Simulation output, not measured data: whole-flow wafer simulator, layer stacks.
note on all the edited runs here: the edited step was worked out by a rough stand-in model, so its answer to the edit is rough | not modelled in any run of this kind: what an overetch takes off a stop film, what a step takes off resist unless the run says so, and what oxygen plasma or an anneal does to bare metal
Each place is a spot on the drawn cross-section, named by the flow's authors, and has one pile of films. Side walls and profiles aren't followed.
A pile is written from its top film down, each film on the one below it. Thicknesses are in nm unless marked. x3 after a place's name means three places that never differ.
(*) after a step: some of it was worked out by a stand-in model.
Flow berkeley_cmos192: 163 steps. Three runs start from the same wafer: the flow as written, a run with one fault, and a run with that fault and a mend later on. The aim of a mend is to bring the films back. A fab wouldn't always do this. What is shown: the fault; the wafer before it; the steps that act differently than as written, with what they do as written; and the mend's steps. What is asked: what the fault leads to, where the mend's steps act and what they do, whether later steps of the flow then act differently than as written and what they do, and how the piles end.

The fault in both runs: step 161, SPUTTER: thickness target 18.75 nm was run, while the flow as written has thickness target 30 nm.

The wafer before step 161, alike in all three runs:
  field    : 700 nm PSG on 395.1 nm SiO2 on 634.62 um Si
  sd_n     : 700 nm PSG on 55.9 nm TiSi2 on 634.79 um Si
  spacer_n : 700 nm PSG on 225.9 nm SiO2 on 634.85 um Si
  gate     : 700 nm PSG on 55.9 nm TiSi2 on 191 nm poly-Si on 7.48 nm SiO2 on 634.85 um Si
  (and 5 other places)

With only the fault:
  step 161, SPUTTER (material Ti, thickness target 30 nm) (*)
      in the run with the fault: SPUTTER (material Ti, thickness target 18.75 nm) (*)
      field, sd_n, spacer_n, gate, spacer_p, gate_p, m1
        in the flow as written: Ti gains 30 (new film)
        in the run with the fault: Ti gains 18.8 (new film)
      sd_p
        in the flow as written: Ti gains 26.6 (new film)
        in the run with the fault: Ti gains 16.6 (new film)
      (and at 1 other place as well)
  None of the later steps of the flow differs from how it acts as written, at any place that is followed, by more than 2% or 0.5 nm, whichever is larger.
  The piles end different from the flow's at field, sd_n, spacer_n and 6 more by more than 2% or 0.5 nm, whichever is larger.
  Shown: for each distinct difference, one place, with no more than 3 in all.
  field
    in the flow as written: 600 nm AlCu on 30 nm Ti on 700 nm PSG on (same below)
    in the run with the fault: 600 nm AlCu on 18.8 nm Ti on 700 nm PSG on (same below)
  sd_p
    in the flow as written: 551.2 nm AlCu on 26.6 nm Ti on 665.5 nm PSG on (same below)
    in the run with the fault: 551.8 nm AlCu on 16.6 nm Ti on 665.5 nm PSG on (same below)
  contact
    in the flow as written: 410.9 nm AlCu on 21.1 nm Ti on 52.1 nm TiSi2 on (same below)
    in the run with the fault: 412.7 nm AlCu on 13.2 nm Ti on 52.1 nm TiSi2 on (same below)

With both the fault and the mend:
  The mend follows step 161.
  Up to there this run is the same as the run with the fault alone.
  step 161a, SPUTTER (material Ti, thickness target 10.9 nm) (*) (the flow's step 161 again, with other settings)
      field, sd_n, spacer_n, gate, spacer_p, gate_p, m1
        Ti gains 10.9
      sd_p
        Ti gains 9.66
      contact
        Ti gains 7.62
  None of the later steps of the flow acts differently than as written at any place that is followed.
  The piles end only slightly different from the flow's at the places that both follow, by no more than 2% or 0.5 nm, whichever is larger.
